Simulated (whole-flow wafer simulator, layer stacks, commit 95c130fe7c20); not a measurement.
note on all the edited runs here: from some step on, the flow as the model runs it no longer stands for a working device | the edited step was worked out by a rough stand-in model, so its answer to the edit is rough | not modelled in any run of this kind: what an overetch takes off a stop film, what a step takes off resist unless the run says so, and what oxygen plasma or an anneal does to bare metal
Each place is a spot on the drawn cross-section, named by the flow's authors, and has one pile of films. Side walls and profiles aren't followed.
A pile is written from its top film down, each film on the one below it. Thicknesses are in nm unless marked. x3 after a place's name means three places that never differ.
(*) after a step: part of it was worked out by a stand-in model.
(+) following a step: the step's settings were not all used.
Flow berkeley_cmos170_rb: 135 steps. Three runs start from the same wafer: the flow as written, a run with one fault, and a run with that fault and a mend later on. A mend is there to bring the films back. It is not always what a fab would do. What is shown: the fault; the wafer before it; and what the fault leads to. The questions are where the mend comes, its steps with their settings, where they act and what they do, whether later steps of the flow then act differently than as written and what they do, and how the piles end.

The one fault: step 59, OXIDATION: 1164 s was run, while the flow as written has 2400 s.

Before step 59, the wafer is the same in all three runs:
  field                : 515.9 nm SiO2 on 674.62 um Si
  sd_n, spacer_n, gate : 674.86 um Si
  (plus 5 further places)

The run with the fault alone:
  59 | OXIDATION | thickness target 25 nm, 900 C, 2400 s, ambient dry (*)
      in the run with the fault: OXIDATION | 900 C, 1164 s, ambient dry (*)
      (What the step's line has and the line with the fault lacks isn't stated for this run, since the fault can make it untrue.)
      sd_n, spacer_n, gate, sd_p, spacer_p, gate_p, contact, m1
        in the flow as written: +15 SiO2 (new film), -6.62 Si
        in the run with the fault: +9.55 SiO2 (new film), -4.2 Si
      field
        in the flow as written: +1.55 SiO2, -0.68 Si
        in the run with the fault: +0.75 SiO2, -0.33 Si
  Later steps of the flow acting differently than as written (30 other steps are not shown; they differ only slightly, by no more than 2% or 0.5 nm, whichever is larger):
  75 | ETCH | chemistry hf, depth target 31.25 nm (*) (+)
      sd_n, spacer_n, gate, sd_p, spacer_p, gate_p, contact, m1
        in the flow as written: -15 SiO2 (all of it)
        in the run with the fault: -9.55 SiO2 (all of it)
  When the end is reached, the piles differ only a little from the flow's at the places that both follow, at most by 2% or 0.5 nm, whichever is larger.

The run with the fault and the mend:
  The mend stands after step 60.
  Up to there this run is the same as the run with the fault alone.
  60a | OXIDATION | 900 C, 1205 s, ambient dry (*) (the flow's step 59, run once more with other settings)
      sd_n, spacer_n, gate, sd_p, spacer_p, gate_p, contact, m1
        +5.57 SiO2, -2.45 Si
      field
        +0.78 SiO2, -0.34 Si
  None of the later steps of the flow differs from how it acts as written, at any place that is followed, by more than 2% or 0.5 nm, whichever is larger.
  When the end is reached, the piles differ only a little from the flow's at the places that both follow, at most by 2% or 0.5 nm, whichever is larger.
